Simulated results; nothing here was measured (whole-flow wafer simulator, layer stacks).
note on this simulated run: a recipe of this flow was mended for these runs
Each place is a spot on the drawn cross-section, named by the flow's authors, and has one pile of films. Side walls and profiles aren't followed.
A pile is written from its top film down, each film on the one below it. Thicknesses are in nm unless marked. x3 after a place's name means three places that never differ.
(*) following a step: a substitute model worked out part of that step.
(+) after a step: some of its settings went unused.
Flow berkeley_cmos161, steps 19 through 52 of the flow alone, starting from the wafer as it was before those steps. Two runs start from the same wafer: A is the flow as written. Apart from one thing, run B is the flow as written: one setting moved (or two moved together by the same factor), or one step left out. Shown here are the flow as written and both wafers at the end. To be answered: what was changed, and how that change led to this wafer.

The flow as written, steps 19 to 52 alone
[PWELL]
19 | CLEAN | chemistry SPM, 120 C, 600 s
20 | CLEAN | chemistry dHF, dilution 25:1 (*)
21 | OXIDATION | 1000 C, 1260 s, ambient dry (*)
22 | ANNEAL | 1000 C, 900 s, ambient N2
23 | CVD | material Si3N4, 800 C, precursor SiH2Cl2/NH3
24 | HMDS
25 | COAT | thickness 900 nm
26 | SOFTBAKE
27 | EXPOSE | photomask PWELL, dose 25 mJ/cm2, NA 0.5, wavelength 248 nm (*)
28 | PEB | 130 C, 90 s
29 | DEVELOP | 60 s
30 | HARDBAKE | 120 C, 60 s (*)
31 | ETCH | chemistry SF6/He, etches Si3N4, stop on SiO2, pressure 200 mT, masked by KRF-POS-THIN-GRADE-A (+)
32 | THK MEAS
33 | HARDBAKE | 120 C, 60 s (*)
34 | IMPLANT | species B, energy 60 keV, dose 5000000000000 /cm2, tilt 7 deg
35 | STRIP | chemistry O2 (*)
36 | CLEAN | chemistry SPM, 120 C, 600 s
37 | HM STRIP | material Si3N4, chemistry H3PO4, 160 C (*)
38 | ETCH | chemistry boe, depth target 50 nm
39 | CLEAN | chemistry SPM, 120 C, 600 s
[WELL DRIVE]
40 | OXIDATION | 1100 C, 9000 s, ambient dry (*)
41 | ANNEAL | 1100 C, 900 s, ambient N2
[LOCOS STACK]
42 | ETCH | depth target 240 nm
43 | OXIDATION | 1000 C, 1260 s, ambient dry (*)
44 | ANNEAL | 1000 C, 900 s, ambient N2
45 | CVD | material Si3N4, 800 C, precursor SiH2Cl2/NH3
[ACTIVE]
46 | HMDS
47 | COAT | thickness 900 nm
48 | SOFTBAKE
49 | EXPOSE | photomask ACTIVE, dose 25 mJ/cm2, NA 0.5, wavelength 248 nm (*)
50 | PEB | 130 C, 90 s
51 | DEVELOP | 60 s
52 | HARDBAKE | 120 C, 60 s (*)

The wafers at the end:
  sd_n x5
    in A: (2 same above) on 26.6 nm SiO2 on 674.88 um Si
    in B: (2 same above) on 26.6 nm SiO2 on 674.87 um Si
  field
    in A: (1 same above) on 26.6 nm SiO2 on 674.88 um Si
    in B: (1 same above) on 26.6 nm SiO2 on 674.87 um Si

What caused this: step 21, OXIDATION: 3780 s was run, though the flow has 1260 s.

Step by step, how the change led to this:
  21 | OXIDATION | 1000 C, 1260 s, ambient dry (*)
      field, sd_n x5, sd_p x3: A SiO2 gains 26.6 (new film), Si loses 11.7 | B SiO2 gains 50.4 (new film), Si loses 22.2
  38 | ETCH | chemistry boe, depth target 50 nm
      field, sd_n x5: A SiO2 loses 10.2 (all of it) | B SiO2 loses 34 (all of it)
      sd_p x3: A SiO2 loses 22.2 (all of it) | B SiO2 loses 46.1 (all of it)
